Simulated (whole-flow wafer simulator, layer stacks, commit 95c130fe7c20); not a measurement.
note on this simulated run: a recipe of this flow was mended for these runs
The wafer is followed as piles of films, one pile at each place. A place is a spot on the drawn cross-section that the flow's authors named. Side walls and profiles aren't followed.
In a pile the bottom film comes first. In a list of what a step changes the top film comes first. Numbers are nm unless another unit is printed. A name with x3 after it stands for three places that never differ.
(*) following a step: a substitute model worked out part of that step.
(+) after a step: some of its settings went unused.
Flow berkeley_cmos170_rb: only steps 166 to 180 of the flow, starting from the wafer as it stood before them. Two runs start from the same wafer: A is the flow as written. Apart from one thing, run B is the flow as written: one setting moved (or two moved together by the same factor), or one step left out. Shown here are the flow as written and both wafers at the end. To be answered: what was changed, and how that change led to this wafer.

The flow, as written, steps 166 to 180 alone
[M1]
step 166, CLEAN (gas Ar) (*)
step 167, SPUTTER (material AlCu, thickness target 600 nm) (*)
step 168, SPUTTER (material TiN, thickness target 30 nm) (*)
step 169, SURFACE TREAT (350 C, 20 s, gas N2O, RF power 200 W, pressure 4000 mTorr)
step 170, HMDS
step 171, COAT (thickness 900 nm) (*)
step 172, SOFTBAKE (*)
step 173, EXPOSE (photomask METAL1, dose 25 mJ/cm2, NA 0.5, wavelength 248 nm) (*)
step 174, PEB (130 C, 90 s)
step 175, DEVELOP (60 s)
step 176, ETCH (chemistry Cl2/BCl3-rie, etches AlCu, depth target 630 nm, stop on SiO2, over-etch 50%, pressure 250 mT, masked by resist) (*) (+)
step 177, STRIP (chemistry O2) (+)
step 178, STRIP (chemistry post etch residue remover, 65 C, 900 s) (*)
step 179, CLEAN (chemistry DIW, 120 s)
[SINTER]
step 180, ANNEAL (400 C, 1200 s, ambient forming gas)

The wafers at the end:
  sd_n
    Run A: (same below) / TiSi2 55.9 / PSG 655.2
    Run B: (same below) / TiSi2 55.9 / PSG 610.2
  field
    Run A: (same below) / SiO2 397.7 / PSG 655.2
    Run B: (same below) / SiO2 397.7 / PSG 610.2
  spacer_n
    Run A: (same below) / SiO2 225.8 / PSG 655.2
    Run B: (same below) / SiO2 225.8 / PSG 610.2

The reason: step 167, SPUTTER: thickness target 240 nm was run, though the flow has thickness target 600 nm.

The path from the change to this, step by step:
  step 167, SPUTTER (material AlCu, thickness target 600 nm) (*)
      field, sd_n, spacer_n, gate, spacer_p, gate_p, m1: A +600 AlCu (new film) | B +240 AlCu (new film)
      sd_p: A +549.6 AlCu (new film) | B +214.6 AlCu (new film)
      (also at 1 further place)
  step 168, SPUTTER (material TiN, thickness target 30 nm) (*)
      contact: A +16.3 TiN (new film) | B +19.5 TiN (new film)
  step 171, COAT (thickness 900 nm) (*)
      contact: A +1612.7 KrF-resist (new film) | B +1501.4 KrF-resist (new film)
  step 176, ETCH (chemistry Cl2/BCl3-rie, etches AlCu, depth target 630 nm, stop on SiO2, over-etch 50%, pressure 250 mT, masked by resist) (*) (+)
      field, sd_n, spacer_n, gate, spacer_p, gate_p: A -30 TiN (all of it), -600 AlCu (all of it), -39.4 PSG | B -30 TiN (all of it), -240 AlCu (all of it), -84.4 PSG
      sd_p: A -25.8 TiN (all of it), -549.6 AlCu (all of it), -46.2 PSG | B -26.3 TiN (all of it), -214.6 AlCu (all of it), -88 PSG
  step 177, STRIP (chemistry O2) (+)
      contact: A -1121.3 KrF-resist (all of it) | B -1010.3 KrF-resist (all of it)
